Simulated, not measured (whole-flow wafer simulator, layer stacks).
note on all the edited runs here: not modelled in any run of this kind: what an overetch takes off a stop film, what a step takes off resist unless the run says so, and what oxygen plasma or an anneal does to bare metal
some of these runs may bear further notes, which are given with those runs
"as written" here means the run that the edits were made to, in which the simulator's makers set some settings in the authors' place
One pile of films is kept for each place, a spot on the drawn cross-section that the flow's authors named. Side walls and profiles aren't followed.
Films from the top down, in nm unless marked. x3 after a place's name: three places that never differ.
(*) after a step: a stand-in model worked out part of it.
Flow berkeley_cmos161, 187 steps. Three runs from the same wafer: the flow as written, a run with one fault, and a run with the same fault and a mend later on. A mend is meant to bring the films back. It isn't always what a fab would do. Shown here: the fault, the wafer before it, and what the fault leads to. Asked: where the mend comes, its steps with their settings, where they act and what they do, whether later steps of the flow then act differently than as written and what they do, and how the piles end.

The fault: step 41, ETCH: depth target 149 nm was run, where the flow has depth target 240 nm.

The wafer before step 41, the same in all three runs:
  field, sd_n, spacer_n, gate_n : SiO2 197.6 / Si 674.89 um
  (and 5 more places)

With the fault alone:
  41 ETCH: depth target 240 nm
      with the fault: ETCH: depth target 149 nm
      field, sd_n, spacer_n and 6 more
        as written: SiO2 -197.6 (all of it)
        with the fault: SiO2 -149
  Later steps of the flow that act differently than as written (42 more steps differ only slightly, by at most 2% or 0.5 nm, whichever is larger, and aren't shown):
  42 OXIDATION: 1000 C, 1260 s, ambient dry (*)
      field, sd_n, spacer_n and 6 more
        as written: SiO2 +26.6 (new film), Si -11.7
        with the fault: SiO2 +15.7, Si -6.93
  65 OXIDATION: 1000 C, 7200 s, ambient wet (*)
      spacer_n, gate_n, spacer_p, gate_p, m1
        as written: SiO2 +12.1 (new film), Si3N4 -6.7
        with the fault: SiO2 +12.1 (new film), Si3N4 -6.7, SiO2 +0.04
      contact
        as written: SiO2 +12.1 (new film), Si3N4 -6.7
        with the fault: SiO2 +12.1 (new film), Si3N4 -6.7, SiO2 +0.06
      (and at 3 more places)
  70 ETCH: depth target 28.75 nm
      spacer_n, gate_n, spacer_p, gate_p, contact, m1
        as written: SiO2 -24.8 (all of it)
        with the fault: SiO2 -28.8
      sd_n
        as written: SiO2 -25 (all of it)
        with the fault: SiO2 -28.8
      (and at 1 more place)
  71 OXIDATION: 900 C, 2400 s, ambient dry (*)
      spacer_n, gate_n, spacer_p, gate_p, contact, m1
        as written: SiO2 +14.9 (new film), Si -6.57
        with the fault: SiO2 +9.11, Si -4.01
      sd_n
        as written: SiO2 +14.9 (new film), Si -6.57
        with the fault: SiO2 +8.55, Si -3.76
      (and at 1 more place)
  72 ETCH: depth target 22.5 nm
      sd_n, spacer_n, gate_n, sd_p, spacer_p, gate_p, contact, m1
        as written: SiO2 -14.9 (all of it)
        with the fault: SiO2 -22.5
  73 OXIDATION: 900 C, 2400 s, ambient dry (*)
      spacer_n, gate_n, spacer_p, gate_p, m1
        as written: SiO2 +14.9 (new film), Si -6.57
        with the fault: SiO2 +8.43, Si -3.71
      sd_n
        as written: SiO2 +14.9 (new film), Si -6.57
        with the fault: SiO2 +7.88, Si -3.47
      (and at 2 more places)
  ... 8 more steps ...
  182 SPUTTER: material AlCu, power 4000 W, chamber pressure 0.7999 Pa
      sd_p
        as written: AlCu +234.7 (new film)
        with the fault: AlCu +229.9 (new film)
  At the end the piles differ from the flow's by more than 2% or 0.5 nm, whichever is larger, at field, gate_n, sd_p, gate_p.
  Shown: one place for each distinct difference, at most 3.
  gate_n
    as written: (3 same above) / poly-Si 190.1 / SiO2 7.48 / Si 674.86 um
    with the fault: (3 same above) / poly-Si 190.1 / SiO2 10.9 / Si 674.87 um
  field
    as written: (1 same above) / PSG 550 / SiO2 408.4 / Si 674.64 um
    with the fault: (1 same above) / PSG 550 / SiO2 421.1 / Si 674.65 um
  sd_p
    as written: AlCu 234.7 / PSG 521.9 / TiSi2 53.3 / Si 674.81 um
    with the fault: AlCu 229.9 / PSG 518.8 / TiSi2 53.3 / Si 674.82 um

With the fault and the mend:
  The mend comes after step 41.
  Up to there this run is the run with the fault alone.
  41a ETCH: depth target 91 nm (the flow's step 41 once more, with other settings)
      field, sd_n, spacer_n and 6 more
        SiO2 -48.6 (all of it)
  No later step of the flow acts differently than as written at any place that is followed.
  At the end the piles are the same as the flow's at every place that both follow.
